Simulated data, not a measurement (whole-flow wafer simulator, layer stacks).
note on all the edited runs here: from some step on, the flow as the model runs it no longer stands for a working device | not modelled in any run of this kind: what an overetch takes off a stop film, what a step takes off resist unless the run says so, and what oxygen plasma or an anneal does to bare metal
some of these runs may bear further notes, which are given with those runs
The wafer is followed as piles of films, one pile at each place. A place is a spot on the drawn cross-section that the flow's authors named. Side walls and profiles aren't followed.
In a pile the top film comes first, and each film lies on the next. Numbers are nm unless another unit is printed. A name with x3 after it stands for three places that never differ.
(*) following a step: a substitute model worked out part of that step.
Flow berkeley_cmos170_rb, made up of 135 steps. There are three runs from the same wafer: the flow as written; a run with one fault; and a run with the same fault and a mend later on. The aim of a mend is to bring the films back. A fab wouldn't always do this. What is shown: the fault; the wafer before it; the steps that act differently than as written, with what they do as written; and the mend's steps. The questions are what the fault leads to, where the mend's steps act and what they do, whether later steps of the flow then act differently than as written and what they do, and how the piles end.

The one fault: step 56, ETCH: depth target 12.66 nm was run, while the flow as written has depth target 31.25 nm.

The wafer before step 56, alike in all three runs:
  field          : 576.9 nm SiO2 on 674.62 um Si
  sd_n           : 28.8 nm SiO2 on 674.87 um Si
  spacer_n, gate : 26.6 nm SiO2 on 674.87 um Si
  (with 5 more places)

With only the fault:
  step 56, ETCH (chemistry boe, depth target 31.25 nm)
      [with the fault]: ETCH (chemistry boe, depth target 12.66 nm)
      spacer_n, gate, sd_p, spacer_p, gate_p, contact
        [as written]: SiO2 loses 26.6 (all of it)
        [with the fault]: SiO2 loses 12.7
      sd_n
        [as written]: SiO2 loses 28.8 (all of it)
        [with the fault]: SiO2 loses 12.7
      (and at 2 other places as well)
  Steps later in the flow that act otherwise than as written (31 more steps, not shown, differ only slightly: by at most 2% or 0.5 nm, whichever is larger):
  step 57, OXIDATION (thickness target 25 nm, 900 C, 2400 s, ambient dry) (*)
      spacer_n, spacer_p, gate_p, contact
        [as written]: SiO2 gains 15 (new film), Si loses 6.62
        [with the fault]: SiO2 gains 11.3, Si loses 4.97
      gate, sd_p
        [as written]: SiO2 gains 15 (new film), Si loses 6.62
        [with the fault]: SiO2 gains 11.3, Si loses 4.96
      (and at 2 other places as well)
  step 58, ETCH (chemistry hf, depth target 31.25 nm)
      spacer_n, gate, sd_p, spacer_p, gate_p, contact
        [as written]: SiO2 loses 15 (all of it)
        [with the fault]: SiO2 loses 25.2 (all of it)
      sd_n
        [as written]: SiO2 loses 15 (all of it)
        [with the fault]: SiO2 loses 27 (all of it)
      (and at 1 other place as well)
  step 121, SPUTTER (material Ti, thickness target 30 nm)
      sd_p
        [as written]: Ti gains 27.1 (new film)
        [with the fault]: Ti gains 25.4 (new film)
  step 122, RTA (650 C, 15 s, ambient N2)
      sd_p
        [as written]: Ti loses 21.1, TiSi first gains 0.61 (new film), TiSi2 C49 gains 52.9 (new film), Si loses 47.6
        [with the fault]: Ti loses 19.8, TiSi2 C49 gains 50.5 (new film), Si loses 45
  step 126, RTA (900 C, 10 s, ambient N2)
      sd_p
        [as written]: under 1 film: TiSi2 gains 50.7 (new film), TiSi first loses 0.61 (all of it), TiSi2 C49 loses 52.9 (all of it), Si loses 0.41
        [with the fault]: under 1 film: TiSi2 gains 47.5 (new film), TiSi2 C49 loses 50.5 (all of it)
  By the end, the piles at sd_p depart from the flow's by more than 2% or 0.5 nm, whichever is larger.
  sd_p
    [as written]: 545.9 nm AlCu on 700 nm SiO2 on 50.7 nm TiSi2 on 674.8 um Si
    [with the fault]: 541.4 nm AlCu on 700 nm SiO2 on 47.5 nm TiSi2 on 674.81 um Si

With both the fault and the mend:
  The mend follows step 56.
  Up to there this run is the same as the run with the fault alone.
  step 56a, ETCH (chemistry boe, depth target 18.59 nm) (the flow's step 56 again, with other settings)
      spacer_n, spacer_p, gate_p, contact
        SiO2 loses 13.9 (all of it)
      gate, sd_p
        SiO2 loses 14 (all of it)
      field
        SiO2 loses 18.6
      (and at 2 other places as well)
  Later steps of the flow that are run all act as written at every place that is followed, up to a difference of at most 2% or 0.5 nm, whichever is larger.
  By the end, the piles equal the flow's at every place that both follow.
